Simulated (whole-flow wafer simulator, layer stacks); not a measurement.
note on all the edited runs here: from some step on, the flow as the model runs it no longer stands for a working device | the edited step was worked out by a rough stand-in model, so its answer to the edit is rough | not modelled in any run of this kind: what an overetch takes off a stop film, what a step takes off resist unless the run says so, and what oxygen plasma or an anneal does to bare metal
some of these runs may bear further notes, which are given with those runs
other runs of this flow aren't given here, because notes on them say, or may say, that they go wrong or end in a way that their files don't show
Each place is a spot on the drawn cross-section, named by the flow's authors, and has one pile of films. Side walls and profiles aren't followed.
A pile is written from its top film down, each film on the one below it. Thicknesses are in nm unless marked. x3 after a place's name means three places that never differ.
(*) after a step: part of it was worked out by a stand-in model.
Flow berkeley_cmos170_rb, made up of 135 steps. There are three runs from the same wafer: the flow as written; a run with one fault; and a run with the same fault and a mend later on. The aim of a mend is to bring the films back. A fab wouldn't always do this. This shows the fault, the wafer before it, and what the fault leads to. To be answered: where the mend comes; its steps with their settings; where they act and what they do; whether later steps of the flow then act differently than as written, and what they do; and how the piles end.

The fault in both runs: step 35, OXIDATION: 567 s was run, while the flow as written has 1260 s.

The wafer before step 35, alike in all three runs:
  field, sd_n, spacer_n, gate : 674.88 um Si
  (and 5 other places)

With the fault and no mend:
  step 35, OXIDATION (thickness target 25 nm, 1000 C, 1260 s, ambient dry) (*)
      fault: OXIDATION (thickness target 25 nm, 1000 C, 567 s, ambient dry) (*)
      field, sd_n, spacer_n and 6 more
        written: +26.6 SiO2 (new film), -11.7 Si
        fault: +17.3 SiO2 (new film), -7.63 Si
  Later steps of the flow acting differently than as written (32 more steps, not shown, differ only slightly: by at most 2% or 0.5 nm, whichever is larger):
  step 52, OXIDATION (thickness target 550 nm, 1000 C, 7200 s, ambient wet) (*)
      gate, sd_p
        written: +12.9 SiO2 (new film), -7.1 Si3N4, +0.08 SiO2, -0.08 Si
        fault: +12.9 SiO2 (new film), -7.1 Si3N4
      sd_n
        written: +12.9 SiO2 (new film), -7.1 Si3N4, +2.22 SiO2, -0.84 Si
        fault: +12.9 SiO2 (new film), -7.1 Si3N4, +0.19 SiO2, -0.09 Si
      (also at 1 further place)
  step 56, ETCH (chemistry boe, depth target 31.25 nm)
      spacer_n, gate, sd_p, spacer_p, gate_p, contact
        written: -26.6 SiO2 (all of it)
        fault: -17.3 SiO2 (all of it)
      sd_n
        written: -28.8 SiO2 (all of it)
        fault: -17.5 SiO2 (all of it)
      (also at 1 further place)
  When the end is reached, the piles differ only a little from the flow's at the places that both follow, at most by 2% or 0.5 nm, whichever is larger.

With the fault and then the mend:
  After step 35 comes the mend.
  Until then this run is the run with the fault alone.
  step 35a, OXIDATION (thickness target 25 nm, 1000 C, 693 s, ambient dry) (*) (the flow's step 35 again, with other settings)
      field, sd_n, spacer_n and 6 more
        +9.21 SiO2, -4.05 Si
  Every later step of the flow that is run acts as written at every place that is followed.
  By the end, the piles equal the flow's at every place that both follow.
